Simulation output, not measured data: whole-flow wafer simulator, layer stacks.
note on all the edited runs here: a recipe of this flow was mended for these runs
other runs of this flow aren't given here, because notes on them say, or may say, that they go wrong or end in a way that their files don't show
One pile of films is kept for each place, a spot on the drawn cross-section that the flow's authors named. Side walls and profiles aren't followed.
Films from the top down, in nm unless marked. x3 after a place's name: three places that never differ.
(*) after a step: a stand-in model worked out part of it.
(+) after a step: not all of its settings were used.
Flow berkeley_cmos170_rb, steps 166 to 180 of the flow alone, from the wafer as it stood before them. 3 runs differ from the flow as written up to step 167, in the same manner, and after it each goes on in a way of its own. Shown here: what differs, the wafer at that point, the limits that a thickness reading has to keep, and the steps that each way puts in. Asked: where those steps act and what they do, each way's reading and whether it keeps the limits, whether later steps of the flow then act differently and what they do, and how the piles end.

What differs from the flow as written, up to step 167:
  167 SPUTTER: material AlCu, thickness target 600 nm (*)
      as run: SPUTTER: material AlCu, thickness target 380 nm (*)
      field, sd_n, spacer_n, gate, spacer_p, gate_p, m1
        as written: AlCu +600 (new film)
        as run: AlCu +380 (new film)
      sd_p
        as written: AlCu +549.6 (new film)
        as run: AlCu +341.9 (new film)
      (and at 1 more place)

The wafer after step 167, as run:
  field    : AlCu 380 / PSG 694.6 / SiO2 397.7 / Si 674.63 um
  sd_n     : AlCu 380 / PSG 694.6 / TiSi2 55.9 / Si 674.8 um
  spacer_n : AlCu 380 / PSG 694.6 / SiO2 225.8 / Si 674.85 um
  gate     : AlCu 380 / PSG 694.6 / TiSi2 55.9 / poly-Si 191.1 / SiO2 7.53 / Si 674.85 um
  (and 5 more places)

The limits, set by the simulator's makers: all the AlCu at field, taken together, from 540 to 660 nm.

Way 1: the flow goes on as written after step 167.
  The reading after step 167: 380 nm, outside the limits.
  Later steps of the flow that act differently than as written (2 more steps differ only slightly, by at most 2% or 0.5 nm, whichever is larger, and aren't shown):
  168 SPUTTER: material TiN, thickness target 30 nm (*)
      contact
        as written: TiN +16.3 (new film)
        this way: TiN +18.4 (new film)
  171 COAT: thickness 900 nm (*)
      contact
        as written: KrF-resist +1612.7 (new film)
        this way: KrF-resist +1541.9 (new film)
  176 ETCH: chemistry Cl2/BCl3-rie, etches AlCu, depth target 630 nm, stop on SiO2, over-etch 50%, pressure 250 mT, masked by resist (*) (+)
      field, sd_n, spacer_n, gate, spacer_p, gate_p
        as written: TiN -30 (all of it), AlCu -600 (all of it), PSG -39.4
        this way: TiN -30 (all of it), AlCu -380 (all of it), PSG -66.9
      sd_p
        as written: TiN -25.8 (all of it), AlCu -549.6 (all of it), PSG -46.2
        this way: TiN -26 (all of it), AlCu -341.9 (all of it), PSG -72.1
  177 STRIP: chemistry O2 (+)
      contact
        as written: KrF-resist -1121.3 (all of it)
        this way: KrF-resist -1050.7 (all of it)
  At the end the piles differ from the flow's by more than 2% or 0.5 nm, whichever is larger, at field, sd_n, spacer_n and 6 more.
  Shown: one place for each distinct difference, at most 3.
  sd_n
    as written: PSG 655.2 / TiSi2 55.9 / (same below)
    this way: PSG 627.7 / TiSi2 55.9 / (same below)
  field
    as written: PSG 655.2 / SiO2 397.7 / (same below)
    this way: PSG 627.7 / SiO2 397.7 / (same below)
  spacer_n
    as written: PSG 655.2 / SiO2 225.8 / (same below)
    this way: PSG 627.7 / SiO2 225.8 / (same below)

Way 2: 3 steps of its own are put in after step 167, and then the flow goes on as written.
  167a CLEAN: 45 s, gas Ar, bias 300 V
      field, sd_n, spacer_n and 6 more
        AlCu -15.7
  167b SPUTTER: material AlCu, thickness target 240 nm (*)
      field, sd_n, spacer_n, gate, spacer_p, gate_p, m1
        AlCu +240
      sd_p
        AlCu +209.3
      contact
        AlCu +147.6
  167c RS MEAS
      changes no film at any place that is followed
  The reading after step 167c: 604.3 nm, within the limits.
  Later steps of the flow that act differently than as written (5 more steps differ only slightly, by at most 2% or 0.5 nm, whichever is larger, and aren't shown):
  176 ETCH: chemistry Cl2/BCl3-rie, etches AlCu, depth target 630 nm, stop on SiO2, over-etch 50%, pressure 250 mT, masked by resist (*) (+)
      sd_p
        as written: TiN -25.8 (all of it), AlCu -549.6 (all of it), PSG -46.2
        this way: TiN -25.6 (all of it), AlCu -535.5 (all of it), PSG -48
  At the end the piles differ from the flow's by more than 2% or 0.5 nm, whichever is larger, at contact.
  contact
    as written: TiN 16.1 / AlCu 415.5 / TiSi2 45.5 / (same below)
    this way: TiN 15.8 / AlCu 399.3 / TiSi2 45.5 / (same below)

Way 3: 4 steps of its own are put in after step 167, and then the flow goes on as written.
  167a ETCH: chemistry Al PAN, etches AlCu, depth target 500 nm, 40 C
      field, sd_n, spacer_n, gate, spacer_p, gate_p, m1
        AlCu -380 (all of it)
      sd_p
        AlCu -341.9 (all of it)
      contact
        AlCu -267.4 (all of it)
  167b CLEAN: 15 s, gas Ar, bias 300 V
      field, sd_n, spacer_n, gate, sd_p, spacer_p, gate_p, m1
        PSG -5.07
      contact
        TiSi2 -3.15
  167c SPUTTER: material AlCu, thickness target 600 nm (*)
      field, sd_n, spacer_n, gate, spacer_p, gate_p, m1
        AlCu +600 (new film)
      sd_p
        AlCu +549.6 (new film)
      contact
        AlCu +416 (new film)
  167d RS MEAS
      changes no film at any place that is followed
  The reading after step 167d: 600 nm, within the limits.
  No later step of the flow acts differently than as written, at any place that is followed, by more than 2% or 0.5 nm, whichever is larger.
  At the end the piles differ from the flow's by more than 2% or 0.5 nm, whichever is larger, at contact.
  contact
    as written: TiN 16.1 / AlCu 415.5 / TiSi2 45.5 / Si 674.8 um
    this way: TiN 16.1 / AlCu 416 / TiSi2 42.4 / Si 674.8 um

Within the limits: way 2, way 3. Outside them: way 1.
